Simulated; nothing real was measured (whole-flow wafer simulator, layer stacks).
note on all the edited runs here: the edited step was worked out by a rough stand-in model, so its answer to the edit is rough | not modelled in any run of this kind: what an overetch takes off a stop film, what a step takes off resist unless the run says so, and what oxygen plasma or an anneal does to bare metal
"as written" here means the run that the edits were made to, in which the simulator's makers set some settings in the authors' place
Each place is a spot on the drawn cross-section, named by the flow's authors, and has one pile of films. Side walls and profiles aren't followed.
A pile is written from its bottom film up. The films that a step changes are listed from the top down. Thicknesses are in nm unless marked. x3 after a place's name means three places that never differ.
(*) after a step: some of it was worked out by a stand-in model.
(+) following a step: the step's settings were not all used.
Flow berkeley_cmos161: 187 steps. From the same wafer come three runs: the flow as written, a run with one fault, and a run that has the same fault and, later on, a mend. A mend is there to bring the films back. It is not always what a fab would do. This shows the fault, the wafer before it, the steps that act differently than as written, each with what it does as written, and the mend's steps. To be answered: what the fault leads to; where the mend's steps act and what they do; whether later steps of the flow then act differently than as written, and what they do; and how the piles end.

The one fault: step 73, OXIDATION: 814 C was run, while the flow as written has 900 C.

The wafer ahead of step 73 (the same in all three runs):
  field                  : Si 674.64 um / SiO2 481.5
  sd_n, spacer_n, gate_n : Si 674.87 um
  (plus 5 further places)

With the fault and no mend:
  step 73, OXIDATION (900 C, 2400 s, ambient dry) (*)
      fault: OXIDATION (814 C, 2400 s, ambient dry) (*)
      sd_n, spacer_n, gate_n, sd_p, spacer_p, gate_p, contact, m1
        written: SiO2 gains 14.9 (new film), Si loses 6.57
        fault: SiO2 gains 6.08 (new film), Si loses 2.67
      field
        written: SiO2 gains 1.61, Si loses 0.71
        fault: SiO2 gains 0.3, Si loses 0.13
  Steps later in the flow that act otherwise than as written (44 other steps are not shown; they differ only slightly, by no more than 2% or 0.5 nm, whichever is larger):
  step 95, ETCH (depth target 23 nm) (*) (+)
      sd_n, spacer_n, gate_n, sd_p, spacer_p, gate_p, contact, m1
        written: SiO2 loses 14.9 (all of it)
        fault: SiO2 loses 6.08 (all of it)
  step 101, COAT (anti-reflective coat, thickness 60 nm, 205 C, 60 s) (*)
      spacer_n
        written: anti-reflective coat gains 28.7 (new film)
        fault: anti-reflective coat gains 29.6 (new film)
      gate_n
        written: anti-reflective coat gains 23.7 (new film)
        fault: anti-reflective coat gains 24.6 (new film)
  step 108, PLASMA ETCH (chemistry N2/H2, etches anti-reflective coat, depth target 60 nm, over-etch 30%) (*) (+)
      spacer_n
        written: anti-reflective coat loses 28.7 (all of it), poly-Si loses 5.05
        fault: anti-reflective coat loses 29.6 (all of it), poly-Si loses 4.92
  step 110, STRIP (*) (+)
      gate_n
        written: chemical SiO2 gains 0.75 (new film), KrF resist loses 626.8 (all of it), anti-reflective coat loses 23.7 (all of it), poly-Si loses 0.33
        fault: chemical SiO2 gains 0.75 (new film), KrF resist loses 623.9 (all of it), anti-reflective coat loses 24.6 (all of it), poly-Si loses 0.33
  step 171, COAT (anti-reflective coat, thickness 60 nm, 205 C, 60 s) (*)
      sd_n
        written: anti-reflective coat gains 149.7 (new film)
        fault: anti-reflective coat gains 145.9 (new film)
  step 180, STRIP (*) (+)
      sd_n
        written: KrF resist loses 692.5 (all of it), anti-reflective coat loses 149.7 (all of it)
        fault: KrF resist loses 693.2 (all of it), anti-reflective coat loses 145.9 (all of it)
  The piles end only slightly different from the flow's at the places that both follow, by no more than 2% or 0.5 nm, whichever is larger.

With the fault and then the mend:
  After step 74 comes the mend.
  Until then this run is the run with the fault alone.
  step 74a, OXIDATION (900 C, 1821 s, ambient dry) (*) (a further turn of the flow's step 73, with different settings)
      sd_n, spacer_n, gate_n, sd_p, spacer_p, gate_p, contact, m1
        SiO2 gains 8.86, Si loses 3.9
      field
        SiO2 gains 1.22, Si loses 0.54
  Later steps of the flow that are run all act as written at every place that is followed, up to a difference of at most 2% or 0.5 nm, whichever is larger.
  The piles end only slightly different from the flow's at the places that both follow, by no more than 2% or 0.5 nm, whichever is larger.
